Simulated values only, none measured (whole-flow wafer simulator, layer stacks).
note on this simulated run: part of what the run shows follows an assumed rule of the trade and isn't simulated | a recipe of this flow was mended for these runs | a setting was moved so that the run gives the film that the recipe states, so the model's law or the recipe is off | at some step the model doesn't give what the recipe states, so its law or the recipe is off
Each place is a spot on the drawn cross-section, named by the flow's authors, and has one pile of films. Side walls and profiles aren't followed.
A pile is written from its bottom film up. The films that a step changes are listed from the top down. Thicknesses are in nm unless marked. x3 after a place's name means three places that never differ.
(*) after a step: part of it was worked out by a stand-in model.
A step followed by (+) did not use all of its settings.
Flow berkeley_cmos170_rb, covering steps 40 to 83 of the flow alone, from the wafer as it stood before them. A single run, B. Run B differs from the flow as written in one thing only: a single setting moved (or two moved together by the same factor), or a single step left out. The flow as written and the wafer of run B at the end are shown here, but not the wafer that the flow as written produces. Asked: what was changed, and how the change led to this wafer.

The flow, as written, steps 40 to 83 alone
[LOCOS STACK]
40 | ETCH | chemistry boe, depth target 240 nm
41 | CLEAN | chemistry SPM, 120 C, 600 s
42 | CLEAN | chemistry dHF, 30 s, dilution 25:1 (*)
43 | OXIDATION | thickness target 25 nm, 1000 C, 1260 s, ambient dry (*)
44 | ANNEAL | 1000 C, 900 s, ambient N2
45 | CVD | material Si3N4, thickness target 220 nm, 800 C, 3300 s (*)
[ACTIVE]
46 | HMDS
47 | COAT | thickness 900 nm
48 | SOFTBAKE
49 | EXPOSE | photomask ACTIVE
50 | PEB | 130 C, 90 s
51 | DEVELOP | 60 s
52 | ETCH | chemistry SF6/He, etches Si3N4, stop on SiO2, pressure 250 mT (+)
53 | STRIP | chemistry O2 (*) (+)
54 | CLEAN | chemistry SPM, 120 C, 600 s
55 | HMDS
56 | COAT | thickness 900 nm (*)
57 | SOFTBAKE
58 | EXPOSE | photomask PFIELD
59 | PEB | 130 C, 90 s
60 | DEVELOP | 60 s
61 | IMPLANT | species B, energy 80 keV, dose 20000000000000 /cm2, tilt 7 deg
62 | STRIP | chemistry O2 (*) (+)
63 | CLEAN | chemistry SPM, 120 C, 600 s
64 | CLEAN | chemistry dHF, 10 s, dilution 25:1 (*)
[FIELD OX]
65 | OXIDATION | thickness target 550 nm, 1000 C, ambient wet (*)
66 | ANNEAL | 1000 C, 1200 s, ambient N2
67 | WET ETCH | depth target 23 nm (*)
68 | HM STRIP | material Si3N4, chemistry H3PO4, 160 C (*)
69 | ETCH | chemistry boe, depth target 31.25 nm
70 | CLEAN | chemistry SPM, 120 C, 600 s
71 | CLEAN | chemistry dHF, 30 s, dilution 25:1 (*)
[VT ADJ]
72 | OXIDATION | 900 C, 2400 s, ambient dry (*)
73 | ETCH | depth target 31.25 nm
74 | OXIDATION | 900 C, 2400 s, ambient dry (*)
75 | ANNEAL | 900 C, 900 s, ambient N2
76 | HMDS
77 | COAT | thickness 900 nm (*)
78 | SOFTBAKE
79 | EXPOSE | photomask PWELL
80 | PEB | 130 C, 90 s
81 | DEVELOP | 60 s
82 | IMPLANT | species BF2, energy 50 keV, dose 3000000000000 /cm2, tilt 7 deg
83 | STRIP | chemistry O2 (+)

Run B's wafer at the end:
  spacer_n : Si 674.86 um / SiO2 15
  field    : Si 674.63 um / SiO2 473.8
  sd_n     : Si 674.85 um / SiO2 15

The reason: step 69, ETCH: depth target 20 nm was run, while the flow as written has depth target 31.25 nm.

Step by step, how the change led to this:
  69 | ETCH | chemistry boe, depth target 31.25 nm
      spacer_n, spacer_p, gate_p, contact, m1: SiO2 loses 20 (in the flow as written it would be: SiO2 loses 23.2 (all of it))
      gate, sd_p: SiO2 loses 20 (in the flow as written it would be: SiO2 loses 23.3 (all of it))
      (also at 2 further places)
  70 | CLEAN | chemistry SPM, 120 C, 600 s
      sd_n, spacer_n, gate, sd_p, spacer_p, gate_p, contact, m1: nothing (in the flow as written it would be: chemical SiO2 gains 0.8 (new film), Si loses 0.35)
  71 | CLEAN | chemistry dHF, 30 s, dilution 25:1 (*)
      spacer_n, spacer_p, gate_p, contact, m1: SiO2 loses 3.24 (all of it) (in the flow as written it would be: chemical SiO2 loses 0.8 (all of it))
      sd_n: SiO2 loses 4.77 (all of it) (in the flow as written it would be: chemical SiO2 loses 0.8 (all of it))
      (also at 2 further places)
